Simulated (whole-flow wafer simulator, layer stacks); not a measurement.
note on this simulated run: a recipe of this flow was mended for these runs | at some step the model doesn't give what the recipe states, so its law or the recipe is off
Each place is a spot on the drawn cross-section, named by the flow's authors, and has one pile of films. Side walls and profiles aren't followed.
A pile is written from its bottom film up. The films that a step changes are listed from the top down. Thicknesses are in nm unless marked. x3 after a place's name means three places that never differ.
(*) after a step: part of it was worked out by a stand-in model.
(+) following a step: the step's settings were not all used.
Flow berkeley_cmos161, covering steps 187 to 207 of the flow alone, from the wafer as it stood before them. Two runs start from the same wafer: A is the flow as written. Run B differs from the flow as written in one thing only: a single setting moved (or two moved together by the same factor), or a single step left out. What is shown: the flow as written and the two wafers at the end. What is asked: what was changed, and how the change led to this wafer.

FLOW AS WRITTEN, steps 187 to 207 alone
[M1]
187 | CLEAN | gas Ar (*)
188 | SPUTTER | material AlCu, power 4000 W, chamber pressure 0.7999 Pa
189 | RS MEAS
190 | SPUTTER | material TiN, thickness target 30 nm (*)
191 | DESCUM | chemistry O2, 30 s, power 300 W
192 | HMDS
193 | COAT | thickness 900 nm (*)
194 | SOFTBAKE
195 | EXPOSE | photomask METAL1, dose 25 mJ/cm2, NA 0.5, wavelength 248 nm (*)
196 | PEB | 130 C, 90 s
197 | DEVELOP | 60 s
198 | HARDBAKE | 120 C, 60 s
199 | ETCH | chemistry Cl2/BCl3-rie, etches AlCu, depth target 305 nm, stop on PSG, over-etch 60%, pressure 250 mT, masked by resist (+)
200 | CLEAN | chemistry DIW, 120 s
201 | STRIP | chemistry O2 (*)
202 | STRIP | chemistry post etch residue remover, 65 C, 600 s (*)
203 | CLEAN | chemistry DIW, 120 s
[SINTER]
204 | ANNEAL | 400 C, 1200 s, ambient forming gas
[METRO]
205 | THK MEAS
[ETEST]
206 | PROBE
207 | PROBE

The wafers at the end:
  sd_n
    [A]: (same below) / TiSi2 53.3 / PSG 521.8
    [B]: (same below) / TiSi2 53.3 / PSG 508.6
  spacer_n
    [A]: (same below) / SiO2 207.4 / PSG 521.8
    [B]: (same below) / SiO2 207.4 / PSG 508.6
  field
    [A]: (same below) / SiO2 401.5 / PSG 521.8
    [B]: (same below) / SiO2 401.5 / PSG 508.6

What caused this: step 199, ETCH: depth target 371 nm was run, whereas the flow has depth target 305 nm.

Step by step, how the change led to this:
  199 | ETCH | chemistry Cl2/BCl3-rie, etches AlCu, depth target 305 nm, stop on PSG, over-etch 60%, pressure 250 mT, masked by resist (+)
      field, sd_n, spacer_n, gate_n, spacer_p, gate_p: A TiN loses 30 (all of it), AlCu loses 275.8 (all of it), PSG loses 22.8 | B TiN loses 30 (all of it), AlCu loses 275.8 (all of it), PSG loses 36
      contact, m1: A KrF-resist loses 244 | B KrF-resist loses 296.8
      (as well as at 1 more place)
  201 | STRIP | chemistry O2 (*)
      contact: A KrF-resist loses 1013 (all of it) | B KrF-resist loses 960.2 (all of it)
      m1: A KrF-resist loses 537.5 (all of it) | B KrF-resist loses 484.7 (all of it)
